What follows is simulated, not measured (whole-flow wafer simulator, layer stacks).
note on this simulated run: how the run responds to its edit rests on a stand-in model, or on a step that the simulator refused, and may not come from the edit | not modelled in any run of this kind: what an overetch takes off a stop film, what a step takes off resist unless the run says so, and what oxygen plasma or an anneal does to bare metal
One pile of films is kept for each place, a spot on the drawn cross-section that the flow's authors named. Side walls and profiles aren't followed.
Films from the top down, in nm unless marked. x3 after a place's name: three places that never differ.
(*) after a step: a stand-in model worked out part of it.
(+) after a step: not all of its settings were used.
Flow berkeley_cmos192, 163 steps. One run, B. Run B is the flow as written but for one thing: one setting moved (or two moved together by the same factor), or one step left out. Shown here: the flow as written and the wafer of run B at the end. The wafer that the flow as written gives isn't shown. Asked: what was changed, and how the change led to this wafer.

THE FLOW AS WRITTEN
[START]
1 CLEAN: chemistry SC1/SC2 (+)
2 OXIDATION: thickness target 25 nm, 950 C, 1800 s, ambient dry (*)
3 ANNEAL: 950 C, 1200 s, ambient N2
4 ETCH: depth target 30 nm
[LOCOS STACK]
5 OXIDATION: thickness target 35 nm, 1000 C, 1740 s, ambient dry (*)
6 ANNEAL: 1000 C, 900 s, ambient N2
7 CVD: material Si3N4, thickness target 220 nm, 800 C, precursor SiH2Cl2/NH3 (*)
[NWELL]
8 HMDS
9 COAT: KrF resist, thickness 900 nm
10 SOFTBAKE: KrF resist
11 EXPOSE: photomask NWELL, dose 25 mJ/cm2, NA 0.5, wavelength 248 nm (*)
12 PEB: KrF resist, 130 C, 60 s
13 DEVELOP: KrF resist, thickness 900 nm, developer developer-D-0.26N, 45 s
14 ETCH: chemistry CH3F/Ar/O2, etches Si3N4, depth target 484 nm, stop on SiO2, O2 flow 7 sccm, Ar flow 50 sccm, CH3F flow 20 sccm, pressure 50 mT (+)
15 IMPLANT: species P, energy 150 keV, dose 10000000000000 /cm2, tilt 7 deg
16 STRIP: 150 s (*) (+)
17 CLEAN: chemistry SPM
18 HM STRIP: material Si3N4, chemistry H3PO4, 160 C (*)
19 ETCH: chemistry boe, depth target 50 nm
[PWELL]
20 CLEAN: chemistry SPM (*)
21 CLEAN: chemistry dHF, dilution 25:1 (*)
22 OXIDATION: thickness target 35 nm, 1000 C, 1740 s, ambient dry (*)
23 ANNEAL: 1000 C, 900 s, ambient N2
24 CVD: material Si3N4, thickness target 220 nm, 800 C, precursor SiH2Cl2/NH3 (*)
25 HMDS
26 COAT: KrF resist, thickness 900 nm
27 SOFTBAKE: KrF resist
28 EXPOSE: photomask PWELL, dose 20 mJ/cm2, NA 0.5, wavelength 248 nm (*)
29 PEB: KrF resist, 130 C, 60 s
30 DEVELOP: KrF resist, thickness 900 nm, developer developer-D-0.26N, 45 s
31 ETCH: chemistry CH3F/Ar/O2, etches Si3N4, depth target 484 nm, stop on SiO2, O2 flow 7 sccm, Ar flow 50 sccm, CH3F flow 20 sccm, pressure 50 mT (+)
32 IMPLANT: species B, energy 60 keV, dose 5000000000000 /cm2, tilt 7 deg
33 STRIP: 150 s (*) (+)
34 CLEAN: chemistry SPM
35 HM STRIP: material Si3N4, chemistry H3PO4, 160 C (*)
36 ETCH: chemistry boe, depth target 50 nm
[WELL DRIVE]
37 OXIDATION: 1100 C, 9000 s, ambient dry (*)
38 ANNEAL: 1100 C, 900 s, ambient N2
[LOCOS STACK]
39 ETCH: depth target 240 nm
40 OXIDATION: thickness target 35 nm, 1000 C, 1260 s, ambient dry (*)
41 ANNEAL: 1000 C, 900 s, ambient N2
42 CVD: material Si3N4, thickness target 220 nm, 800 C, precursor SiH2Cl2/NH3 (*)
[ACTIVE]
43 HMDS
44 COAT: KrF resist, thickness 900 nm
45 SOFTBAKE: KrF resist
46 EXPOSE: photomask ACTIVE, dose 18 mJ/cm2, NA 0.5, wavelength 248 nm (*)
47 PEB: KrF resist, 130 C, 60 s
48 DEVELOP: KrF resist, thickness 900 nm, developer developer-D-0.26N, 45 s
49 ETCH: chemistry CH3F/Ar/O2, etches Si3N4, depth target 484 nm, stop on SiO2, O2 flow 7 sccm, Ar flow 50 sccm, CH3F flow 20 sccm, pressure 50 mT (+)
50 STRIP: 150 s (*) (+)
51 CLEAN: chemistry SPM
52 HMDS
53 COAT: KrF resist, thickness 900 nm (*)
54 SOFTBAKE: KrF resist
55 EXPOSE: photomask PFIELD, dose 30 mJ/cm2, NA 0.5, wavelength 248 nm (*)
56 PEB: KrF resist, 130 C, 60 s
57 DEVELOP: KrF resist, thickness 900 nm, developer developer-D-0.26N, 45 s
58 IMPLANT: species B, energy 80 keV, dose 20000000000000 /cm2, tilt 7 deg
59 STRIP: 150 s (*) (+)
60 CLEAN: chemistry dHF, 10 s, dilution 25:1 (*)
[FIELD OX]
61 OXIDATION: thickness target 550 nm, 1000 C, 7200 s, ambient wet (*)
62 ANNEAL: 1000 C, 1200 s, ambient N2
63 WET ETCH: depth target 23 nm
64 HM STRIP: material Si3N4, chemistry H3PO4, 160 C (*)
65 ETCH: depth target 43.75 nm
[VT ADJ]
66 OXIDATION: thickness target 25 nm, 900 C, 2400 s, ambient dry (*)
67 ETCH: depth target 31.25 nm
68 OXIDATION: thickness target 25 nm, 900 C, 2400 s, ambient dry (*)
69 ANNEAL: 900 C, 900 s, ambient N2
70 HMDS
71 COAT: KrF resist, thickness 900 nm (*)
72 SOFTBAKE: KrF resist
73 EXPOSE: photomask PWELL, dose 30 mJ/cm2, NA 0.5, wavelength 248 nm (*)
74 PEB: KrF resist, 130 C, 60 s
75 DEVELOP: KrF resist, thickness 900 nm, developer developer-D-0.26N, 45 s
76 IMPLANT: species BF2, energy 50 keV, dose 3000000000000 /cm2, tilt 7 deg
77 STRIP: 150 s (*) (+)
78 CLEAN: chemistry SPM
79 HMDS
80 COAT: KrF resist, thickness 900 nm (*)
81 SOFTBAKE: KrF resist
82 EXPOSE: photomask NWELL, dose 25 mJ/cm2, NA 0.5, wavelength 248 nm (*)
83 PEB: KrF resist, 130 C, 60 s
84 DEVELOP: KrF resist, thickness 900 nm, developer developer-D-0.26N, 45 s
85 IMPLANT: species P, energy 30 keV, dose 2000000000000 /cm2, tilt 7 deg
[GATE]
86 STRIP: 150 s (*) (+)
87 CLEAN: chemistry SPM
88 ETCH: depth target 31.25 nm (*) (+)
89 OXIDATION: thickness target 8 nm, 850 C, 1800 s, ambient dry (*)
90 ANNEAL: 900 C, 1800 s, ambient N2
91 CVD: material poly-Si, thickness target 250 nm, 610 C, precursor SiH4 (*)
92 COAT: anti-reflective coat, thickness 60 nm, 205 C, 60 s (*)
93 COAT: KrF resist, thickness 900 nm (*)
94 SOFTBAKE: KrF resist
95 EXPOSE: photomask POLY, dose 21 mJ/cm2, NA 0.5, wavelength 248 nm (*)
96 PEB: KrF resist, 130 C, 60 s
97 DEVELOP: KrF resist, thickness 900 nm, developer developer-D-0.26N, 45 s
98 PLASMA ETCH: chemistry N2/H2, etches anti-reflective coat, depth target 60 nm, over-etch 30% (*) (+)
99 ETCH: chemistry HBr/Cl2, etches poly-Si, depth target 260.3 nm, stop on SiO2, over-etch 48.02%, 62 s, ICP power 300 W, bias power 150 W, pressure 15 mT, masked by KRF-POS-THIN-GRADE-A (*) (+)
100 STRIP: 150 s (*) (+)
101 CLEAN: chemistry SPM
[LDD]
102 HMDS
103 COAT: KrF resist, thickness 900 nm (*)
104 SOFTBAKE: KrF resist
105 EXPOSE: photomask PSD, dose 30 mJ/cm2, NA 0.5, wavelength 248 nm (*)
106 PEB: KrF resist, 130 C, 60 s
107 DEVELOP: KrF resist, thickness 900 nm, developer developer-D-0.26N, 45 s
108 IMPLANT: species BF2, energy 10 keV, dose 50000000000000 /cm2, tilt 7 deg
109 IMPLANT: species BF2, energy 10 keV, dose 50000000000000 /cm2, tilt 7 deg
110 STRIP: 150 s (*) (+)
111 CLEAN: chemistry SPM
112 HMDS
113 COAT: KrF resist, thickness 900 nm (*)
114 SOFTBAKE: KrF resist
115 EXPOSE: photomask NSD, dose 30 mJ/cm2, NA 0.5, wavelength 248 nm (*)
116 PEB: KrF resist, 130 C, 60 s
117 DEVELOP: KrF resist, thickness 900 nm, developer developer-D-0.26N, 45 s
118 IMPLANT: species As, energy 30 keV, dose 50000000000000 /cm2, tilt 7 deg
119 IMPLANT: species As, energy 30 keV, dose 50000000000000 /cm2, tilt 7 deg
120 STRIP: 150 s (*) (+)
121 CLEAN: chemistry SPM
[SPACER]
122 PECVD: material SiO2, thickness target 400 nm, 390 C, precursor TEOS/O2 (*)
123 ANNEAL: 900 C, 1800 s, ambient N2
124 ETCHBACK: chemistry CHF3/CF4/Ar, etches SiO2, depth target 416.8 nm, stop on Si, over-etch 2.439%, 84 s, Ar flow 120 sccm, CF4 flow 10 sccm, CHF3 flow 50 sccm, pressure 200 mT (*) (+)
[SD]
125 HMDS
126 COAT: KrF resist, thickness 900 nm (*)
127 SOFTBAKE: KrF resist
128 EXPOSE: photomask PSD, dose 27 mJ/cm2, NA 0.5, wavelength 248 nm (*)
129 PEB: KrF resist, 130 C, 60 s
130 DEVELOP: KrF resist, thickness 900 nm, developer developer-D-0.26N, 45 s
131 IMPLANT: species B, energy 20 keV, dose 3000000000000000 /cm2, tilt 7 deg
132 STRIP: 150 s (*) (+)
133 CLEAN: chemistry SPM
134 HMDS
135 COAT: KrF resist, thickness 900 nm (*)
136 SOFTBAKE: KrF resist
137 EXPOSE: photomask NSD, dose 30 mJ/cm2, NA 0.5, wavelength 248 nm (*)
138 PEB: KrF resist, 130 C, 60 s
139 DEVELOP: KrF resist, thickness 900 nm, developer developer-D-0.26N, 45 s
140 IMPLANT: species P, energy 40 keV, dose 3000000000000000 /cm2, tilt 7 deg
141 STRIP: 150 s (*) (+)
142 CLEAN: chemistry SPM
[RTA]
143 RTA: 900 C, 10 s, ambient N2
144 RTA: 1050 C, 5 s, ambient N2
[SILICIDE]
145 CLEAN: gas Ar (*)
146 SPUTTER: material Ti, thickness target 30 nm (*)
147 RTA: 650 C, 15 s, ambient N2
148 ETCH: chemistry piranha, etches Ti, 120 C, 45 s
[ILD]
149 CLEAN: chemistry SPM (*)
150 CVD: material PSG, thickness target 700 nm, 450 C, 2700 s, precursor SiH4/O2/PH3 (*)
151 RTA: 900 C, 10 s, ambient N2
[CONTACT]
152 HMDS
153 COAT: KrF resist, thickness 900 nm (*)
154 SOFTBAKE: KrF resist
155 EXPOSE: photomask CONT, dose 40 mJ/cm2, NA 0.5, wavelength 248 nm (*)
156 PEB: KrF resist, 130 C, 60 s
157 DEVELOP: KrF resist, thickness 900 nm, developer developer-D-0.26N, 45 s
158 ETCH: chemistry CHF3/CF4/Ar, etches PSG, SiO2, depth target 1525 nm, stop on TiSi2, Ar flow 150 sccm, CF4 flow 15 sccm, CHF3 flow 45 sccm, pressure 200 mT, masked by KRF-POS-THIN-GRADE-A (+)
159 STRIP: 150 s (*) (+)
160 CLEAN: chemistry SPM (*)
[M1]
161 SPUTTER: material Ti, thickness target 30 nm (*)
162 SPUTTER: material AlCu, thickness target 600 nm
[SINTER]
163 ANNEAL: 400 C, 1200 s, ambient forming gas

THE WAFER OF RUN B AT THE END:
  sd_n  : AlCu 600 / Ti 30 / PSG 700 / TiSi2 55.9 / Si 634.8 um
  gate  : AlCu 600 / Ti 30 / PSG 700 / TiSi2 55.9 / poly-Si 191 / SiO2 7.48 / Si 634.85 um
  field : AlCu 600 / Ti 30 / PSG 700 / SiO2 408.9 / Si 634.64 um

The cause: step 39, ETCH: depth target 146 nm was run, where the flow has depth target 240 nm.

How the change led to this, step by step:
  39 ETCH: depth target 240 nm
      field, sd_n, spacer_n and 6 more: SiO2 -146 (as written it would be: SiO2 -197.6 (all of it))
  40 OXIDATION: thickness target 35 nm, 1000 C, 1260 s, ambient dry (*)
      field, sd_n, spacer_n and 6 more: SiO2 +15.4, Si -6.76 (as written it would be: SiO2 +26.6 (new film), Si -11.7)
  61 OXIDATION: thickness target 550 nm, 1000 C, 7200 s, ambient wet (*)
      spacer_n, spacer_p, gate_p, contact, m1: SiO2 +12.1 (new film), Si3N4 -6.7, SiO2 +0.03 (as written it would be: SiO2 +12.1 (new film), Si3N4 -6.7)
      gate: SiO2 +12.1 (new film), Si3N4 -6.7, SiO2 +0.03 (as written it would be: SiO2 +12.1 (new film), Si3N4 -6.7, SiO2 +0.05, Si -0.05)
      (and at 3 more places)
  65 ETCH: depth target 43.75 nm
      sd_n, spacer_n, gate, spacer_p, gate_p, contact, m1: SiO2 -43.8 (as written it would be: SiO2 -24.6 (all of it))
      sd_p: SiO2 -43.7 (as written it would be: SiO2 -24.6 (all of it))
  66 OXIDATION: thickness target 25 nm, 900 C, 2400 s, ambient dry (*)
      spacer_n, gate, spacer_p, gate_p, contact, m1: SiO2 +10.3, Si -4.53 (as written it would be: SiO2 +14.9 (new film), Si -6.57)
      sd_n: SiO2 +9.69, Si -4.26 (as written it would be: SiO2 +14.9 (new film), Si -6.57)
      (and at 1 more place)
  67 ETCH: depth target 31.25 nm
      sd_n, sd_p: SiO2 -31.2 (as written it would be: SiO2 -14.9 (all of it))
      spacer_n, gate, spacer_p, gate_p, contact, m1: SiO2 -31.5 (all of it) (as written it would be: SiO2 -14.9 (all of it))
  68 OXIDATION: thickness target 25 nm, 900 C, 2400 s, ambient dry (*)
      sd_n: SiO2 +11.1, Si -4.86 (as written it would be: SiO2 +14.9 (new film), Si -6.57)
      sd_p: SiO2 +11, Si -4.83 (as written it would be: SiO2 +14.9 (new film), Si -6.57)
  88 ETCH: depth target 31.25 nm (*) (+)
      sd_n: SiO2 -16.8 (all of it) (as written it would be: SiO2 -14.9 (all of it))
      sd_p: SiO2 -16.9 (all of it) (as written it would be: SiO2 -14.9 (all of it))
  92 COAT: anti-reflective coat, thickness 60 nm, 205 C, 60 s (*)
      sd_n: anti-reflective coat +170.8 (new film) (as written it would be: anti-reflective coat +152.4 (new film))
      spacer_n: anti-reflective coat +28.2 (new film) (as written it would be: anti-reflective coat +33.8 (new film))
      (and at 6 more places)
  98 PLASMA ETCH: chemistry N2/H2, etches anti-reflective coat, depth target 60 nm, over-etch 30% (*) (+)
      field: anti-reflective coat -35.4 (all of it), poly-Si -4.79 (as written it would be: anti-reflective coat -35.3 (all of it), poly-Si -4.18)
      sd_n: anti-reflective coat -170.8 (all of it), poly-Si -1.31 (as written it would be: anti-reflective coat -152.4 (all of it), poly-Si -1.17)
      (and at 5 more places)
  100 STRIP: 150 s (*) (+)
      gate: chemical SiO2 +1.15 (new film), KrF resist -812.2 (all of it), anti-reflective coat -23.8 (all of it), poly-Si -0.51 (as written it would be: chemical SiO2 +1.15 (new film), KrF resist -791.8 (all of it), anti-reflective coat -30 (all of it), poly-Si -0.51)
      gate_p: chemical SiO2 +1.15 (new film), KrF resist -777.9 (all of it), anti-reflective coat -26.9 (all of it), poly-Si -0.51 (as written it would be: chemical SiO2 +1.15 (new film), KrF resist -765.1 (all of it), anti-reflective coat -31 (all of it), poly-Si -0.51)
  147 RTA: 650 C, 15 s, ambient N2
      sd_p: Ti -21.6, TiSi first +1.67 (new film), TiSi2 C49 +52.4 (new film), Si -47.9 (as written it would be: Ti -21.9, TiSi first +2.35 (new film), TiSi2 C49 +52.1 (new film), Si -48.1)
  151 RTA: 900 C, 10 s, ambient N2
      sd_p: under 1 film: TiSi2 +51.5 (new film), TiSi first -1.57 (all of it), TiSi2 C49 -52.4 (all of it), Si -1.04 (as written it would be: under 1 film: TiSi2 +52.2 (new film), TiSi first -2.25 (all of it), TiSi2 C49 -52.1 (all of it), Si -1.5)
  162 SPUTTER: material AlCu, thickness target 600 nm
      sd_p: AlCu +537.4 (new film) (as written it would be: AlCu +551.2 (new film))
